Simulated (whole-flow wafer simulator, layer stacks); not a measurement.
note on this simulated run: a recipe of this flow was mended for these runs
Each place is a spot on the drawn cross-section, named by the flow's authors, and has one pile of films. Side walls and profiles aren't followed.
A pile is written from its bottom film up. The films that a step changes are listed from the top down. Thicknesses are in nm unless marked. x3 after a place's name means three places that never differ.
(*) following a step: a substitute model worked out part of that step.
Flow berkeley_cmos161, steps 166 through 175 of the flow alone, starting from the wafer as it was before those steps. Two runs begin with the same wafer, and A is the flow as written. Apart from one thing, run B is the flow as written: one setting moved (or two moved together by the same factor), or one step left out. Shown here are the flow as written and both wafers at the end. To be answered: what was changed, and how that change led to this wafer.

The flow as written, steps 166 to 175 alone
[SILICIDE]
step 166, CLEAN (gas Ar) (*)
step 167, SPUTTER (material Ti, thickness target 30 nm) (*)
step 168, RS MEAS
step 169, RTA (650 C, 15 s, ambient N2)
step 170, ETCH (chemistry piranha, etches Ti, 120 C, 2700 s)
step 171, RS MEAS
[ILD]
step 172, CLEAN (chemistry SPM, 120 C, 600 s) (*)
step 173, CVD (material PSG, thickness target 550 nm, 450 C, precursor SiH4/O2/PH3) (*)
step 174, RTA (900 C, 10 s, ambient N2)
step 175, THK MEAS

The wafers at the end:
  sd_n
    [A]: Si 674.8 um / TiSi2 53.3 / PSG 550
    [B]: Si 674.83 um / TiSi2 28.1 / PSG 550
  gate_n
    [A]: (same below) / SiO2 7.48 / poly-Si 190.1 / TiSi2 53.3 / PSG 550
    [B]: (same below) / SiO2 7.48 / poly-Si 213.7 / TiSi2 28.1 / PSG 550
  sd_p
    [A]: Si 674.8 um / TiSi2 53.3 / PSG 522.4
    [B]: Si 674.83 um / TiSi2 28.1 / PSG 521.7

What caused this: step 167, SPUTTER: thickness target 16 nm was run, while the flow as written has thickness target 30 nm.

The path from the change to this, step by step:
  step 167, SPUTTER (material Ti, thickness target 30 nm) (*)
      field, sd_n, spacer_n, gate_n, sd_p, spacer_p, gate_p, contact x2: A +30 Ti (new film) | B +16 Ti (new film)
  step 169, RTA (650 C, 15 s, ambient N2)
      sd_n, sd_p, contact x2: A -23.4 Ti, +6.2 TiSi first (new film), +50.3 TiSi2 C49 (new film), -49 Si | B -12.5 Ti, +31.7 TiSi2 C49 (new film), -28.3 Si
      gate_n, gate_p: A -23.4 Ti, +6.2 TiSi first (new film), +50.3 TiSi2 C49 (new film), -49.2 poly-Si | B -12.5 Ti, +31.7 TiSi2 C49 (new film), -28.4 poly-Si
  step 170, ETCH (chemistry piranha, etches Ti, 120 C, 2700 s)
      sd_n, gate_n, sd_p, gate_p, contact x2: A -6.6 Ti (all of it), -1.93 TiSi first | B -3.52 Ti (all of it), -1.93 TiSi2 C49
      field, spacer_n, spacer_p: A -30 Ti (all of it) | B -16 Ti (all of it)
  step 174, RTA (900 C, 10 s, ambient N2)
      sd_n, sd_p, contact x2: A under 1 film: +53.3 TiSi2 (new film), -4.27 TiSi first (all of it), -50.3 TiSi2 C49 (all of it), -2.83 Si | B under 1 film: +28.1 TiSi2 (new film), -29.8 TiSi2 C49 (all of it)
      gate_n, gate_p: A under 1 film: +53.3 TiSi2 (new film), -4.27 TiSi first (all of it), -50.3 TiSi2 C49 (all of it), -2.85 poly-Si | B under 1 film: +28.1 TiSi2 (new film), -29.8 TiSi2 C49 (all of it)
